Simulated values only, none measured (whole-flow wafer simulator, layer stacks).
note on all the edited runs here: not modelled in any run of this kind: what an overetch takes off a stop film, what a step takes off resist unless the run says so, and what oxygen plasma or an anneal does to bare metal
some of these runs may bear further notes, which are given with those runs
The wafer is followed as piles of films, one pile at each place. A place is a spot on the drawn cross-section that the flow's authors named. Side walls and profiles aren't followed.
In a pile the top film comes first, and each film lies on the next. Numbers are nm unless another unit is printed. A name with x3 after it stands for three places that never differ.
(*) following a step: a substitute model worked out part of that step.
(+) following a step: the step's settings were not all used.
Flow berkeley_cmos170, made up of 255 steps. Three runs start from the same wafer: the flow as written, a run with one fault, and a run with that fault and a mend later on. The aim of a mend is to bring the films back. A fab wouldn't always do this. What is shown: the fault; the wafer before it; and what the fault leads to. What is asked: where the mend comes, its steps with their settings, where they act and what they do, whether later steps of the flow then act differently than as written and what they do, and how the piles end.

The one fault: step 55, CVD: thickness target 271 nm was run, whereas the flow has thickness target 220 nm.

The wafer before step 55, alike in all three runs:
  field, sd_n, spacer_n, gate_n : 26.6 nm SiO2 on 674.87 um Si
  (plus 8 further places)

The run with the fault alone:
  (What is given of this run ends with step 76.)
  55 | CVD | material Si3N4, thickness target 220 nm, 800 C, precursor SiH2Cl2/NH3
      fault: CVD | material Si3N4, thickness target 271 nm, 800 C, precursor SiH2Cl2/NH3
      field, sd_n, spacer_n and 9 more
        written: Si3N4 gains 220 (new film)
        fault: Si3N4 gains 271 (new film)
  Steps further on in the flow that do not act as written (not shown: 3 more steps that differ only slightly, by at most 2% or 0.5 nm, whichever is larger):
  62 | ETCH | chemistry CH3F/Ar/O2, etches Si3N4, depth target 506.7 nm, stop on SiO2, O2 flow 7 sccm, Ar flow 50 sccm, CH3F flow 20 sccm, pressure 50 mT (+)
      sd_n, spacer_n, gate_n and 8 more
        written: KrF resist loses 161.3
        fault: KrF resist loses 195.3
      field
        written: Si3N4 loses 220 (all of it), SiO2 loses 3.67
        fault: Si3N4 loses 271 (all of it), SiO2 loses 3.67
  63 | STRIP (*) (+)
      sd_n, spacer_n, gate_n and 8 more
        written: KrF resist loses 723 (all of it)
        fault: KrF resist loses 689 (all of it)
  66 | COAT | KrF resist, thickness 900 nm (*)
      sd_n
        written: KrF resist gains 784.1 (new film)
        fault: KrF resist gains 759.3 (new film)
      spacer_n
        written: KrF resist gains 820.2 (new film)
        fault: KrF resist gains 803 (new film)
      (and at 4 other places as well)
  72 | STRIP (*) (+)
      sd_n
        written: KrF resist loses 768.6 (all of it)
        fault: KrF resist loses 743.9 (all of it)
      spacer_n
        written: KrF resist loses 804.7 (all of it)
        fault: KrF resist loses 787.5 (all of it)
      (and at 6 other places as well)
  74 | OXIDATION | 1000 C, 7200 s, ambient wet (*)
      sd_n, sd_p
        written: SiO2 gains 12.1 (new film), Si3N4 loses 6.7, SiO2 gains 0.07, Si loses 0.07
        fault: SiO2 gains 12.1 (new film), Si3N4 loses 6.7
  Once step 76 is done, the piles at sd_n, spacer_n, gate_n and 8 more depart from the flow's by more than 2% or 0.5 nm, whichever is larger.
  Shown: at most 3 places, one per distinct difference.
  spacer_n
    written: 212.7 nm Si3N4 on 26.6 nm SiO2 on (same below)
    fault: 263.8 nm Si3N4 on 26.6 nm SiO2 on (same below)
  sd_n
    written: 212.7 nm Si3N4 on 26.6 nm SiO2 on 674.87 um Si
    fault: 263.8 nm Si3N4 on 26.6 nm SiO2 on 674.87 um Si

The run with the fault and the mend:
  The mend follows step 55.
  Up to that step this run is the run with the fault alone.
  55a | ETCH | chemistry h3po4, depth target 311.6 nm
      field, sd_n, spacer_n and 9 more
        Si3N4 loses 271 (all of it)
  55b | CLEAN | chemistry SPM
      alters no film at any place that is followed
  55c | CVD | material Si3N4, thickness target 220 nm, 800 C, precursor SiH2Cl2/NH3 (the flow's step 55, run once more)
      field, sd_n, spacer_n and 9 more
        Si3N4 gains 220 (new film)
  None of the later steps of the flow acts differently than as written at any place that is followed.
  At every place that both follow, the piles at the end match the flow's.
